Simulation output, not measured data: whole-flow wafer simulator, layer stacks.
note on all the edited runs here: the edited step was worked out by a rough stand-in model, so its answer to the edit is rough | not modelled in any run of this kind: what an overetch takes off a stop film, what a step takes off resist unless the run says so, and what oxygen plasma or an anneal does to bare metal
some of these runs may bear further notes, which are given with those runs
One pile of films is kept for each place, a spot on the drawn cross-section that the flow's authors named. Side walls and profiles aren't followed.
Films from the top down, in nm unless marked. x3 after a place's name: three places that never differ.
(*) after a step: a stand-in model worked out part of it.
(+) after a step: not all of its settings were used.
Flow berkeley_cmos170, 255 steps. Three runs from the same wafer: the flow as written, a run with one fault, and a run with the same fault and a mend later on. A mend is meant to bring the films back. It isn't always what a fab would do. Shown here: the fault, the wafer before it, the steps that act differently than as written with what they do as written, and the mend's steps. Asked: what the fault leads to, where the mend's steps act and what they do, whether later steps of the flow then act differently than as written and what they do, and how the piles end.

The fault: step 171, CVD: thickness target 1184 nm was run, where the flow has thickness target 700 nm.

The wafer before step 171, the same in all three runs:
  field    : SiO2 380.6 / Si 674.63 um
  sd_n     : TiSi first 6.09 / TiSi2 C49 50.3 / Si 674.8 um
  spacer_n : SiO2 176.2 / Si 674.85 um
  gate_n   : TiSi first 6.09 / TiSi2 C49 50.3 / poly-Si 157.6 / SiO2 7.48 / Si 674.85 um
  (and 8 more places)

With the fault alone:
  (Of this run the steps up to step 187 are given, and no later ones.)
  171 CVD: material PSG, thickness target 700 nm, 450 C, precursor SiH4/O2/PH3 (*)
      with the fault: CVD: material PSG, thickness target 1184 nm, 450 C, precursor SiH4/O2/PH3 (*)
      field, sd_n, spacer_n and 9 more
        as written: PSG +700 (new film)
        with the fault: PSG +1184 (new film)
  Later steps of the flow that act differently than as written (5 more steps differ only slightly, by at most 2% or 0.5 nm, whichever is larger, and aren't shown):
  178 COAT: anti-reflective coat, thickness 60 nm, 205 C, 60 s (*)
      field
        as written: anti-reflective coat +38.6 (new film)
        with the fault: anti-reflective coat +39.7 (new film)
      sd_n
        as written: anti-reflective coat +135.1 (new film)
        with the fault: anti-reflective coat +138.9 (new film)
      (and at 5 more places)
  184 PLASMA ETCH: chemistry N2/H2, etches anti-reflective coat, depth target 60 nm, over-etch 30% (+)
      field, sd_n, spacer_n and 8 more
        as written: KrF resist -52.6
        with the fault: KrF resist -54.4
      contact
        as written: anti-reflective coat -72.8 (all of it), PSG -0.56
        with the fault: anti-reflective coat -75.3 (all of it), PSG -0.58
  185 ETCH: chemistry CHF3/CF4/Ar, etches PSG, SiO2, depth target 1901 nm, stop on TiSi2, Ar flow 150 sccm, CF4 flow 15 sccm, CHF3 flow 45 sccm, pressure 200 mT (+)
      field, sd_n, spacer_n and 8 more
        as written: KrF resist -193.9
        with the fault: KrF resist -314.9
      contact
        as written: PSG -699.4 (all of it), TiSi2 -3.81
        with the fault: PSG -1183.4 (all of it), TiSi2 -3.81
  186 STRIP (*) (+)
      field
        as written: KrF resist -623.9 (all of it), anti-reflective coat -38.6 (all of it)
        with the fault: KrF resist -501.6 (all of it), anti-reflective coat -39.7 (all of it)
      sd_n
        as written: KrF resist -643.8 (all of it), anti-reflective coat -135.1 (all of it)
        with the fault: KrF resist -518.9 (all of it), anti-reflective coat -138.9 (all of it)
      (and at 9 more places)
  After step 187 the piles differ from the flow's by more than 2% or 0.5 nm, whichever is larger, at field, sd_n, spacer_n and 8 more.
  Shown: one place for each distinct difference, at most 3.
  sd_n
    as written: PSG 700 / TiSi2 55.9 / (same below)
    with the fault: PSG 1184 / TiSi2 55.9 / (same below)
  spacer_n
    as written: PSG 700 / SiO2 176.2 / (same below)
    with the fault: PSG 1184 / SiO2 176.2 / (same below)
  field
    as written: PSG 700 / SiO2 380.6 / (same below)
    with the fault: PSG 1184 / SiO2 380.6 / (same below)

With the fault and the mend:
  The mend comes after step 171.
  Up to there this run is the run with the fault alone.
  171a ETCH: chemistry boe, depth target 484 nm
      field, sd_n, spacer_n and 9 more
        PSG -484
  Later steps of the flow that act differently than as written (8 more steps differ only slightly, by at most 2% or 0.5 nm, whichever is larger, and aren't shown):
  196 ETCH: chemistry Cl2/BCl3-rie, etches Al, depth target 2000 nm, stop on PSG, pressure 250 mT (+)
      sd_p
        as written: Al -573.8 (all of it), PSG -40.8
        with the mend: Al -580.7 (all of it), PSG -39.9
  At the end the piles differ from the flow's only slightly at the places that both follow, by at most 2% or 0.5 nm, whichever is larger.
